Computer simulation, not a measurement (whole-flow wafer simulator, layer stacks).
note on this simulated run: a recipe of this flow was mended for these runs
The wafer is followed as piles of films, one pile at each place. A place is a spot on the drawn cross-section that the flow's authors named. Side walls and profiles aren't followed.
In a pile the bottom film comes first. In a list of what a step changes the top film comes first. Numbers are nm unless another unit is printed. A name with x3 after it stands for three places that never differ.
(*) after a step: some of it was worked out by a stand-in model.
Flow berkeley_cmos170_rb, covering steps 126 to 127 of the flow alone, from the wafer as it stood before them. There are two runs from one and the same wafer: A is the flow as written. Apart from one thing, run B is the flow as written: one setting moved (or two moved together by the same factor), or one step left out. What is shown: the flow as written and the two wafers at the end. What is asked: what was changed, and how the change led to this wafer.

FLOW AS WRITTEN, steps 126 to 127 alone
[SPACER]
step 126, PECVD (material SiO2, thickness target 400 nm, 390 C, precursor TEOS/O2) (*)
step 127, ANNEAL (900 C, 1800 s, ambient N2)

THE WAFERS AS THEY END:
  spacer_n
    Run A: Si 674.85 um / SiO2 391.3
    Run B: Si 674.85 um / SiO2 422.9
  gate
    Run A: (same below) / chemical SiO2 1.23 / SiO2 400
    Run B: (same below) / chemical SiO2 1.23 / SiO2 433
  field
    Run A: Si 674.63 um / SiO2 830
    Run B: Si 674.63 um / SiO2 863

Cause: step 126, PECVD: thickness target 433 nm was run, while the flow as written has thickness target 400 nm.
The wafer lets one read it off: gate has SiO2 433, and step 126 as written asks for 400 nm.

How this came from the change, step by step:
  step 126, PECVD (material SiO2, thickness target 400 nm, 390 C, precursor TEOS/O2) (*)
      field, sd_n, contact, m1: A +400 SiO2 | B +433 SiO2
      spacer_n, sd_p, spacer_p: A +385.3 SiO2 | B +416.9 SiO2
      (and at 2 other places as well)
